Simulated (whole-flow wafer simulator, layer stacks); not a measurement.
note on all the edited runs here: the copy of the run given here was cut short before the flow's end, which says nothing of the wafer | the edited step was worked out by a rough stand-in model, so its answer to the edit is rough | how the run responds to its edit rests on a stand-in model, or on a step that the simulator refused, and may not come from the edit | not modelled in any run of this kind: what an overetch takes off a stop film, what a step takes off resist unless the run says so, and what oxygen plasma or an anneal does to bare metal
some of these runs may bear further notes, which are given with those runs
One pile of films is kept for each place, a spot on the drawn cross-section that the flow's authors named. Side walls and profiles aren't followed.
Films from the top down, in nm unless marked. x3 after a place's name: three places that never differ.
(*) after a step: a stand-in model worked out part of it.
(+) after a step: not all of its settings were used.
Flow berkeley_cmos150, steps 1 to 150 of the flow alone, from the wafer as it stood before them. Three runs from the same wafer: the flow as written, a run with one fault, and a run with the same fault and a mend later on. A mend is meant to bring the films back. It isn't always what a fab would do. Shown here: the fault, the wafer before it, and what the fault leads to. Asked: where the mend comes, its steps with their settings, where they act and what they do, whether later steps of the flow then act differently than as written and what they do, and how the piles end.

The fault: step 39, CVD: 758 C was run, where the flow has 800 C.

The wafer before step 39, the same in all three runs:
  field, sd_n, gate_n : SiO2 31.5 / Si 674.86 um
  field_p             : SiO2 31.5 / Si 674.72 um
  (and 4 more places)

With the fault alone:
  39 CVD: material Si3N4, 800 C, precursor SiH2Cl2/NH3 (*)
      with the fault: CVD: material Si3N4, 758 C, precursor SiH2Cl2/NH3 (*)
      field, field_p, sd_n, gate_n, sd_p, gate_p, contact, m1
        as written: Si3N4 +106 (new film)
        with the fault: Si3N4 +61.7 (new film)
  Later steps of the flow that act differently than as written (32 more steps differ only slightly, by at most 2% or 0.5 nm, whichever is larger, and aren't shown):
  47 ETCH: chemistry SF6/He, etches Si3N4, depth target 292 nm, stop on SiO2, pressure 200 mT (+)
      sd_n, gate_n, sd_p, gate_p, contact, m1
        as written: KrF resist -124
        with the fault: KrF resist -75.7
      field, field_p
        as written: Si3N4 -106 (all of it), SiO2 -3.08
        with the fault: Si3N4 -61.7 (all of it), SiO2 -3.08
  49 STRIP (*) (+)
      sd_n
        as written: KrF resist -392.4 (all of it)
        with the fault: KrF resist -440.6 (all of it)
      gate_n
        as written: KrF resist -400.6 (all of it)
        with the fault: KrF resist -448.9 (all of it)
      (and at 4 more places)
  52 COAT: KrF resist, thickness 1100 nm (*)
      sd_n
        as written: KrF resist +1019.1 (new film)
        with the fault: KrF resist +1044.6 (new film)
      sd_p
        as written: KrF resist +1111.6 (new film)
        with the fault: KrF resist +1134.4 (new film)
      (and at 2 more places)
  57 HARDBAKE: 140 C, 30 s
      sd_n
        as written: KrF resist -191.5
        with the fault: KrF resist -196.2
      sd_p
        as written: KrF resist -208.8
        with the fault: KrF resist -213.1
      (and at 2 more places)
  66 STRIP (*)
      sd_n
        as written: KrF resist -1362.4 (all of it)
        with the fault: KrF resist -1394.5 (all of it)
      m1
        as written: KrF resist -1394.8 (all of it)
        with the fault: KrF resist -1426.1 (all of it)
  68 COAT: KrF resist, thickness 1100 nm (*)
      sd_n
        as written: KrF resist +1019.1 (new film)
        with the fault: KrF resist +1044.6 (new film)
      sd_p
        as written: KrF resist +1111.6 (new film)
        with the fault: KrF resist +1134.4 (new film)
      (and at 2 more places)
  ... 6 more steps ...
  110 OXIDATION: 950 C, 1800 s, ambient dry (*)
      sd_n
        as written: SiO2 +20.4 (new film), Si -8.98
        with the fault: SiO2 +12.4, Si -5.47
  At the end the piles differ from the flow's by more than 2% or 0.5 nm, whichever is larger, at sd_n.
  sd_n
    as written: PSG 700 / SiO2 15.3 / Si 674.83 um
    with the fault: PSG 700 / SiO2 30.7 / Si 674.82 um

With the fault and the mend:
  The mend comes after step 46.
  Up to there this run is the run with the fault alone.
  46a STRIP (*) (+)
      sd_n
        KrF resist -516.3 (all of it)
      gate_n
        KrF resist -524.6 (all of it)
      sd_p
        KrF resist -566.8 (all of it)
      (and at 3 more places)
  46b CLEAN: chemistry SPM
      changes no film at any place that is followed
  46c CVD: material Si3N4, 800 C, precursor SiH2Cl2/NH3 (*) (the flow's step 39 once more, with other settings that aren't printed)
      field, field_p, sd_n, gate_n, sd_p, gate_p, contact, m1
        Si3N4 +44.4
  46d HMDS (the flow's step 40 once more)
      changes no film at any place that is followed
  46e COAT: KrF resist, thickness 650 nm (*) (the flow's step 41 once more)
      field
        KrF resist +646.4 (new film)
      field_p
        KrF resist +715.2 (new film)
      sd_n
        KrF resist +633.7 (new film)
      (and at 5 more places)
  46f SOFTBAKE: KrF resist (the flow's step 42 once more)
      changes no film at any place that is followed
  46g EXPOSE: photomask ACTIVE, dose 19.46 mJ/cm2, NA 0.5, wavelength 248 nm (*) (the flow's step 43 once more)
      changes no film at any place that is followed
  46h PEB: KrF resist, 130 C, 60 s (the flow's step 44 once more)
      gate_n, contact, m1
        KrF resist -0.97
      field
        KrF resist -0.98
      field_p
        KrF resist -1.1
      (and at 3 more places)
  46i DEVELOP: KrF resist, thickness 650 nm, developer developer-D-0.26N (the flow's step 45 once more)
      sd_n, gate_n, sd_p, gate_p, contact, m1
        KrF resist -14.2
      field
        KrF resist -645.4 (all of it)
      field_p
        KrF resist -714.1 (all of it)
  46j HARDBAKE: 140 C, 30 s (the flow's step 46 once more)
      sd_n
        KrF resist -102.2
      gate_n
        KrF resist -103.8
      sd_p
        KrF resist -112.2
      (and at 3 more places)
  No later step of the flow acts differently than as written at any place that is followed.
  At the end the piles are the same as the flow's at every place that both follow.
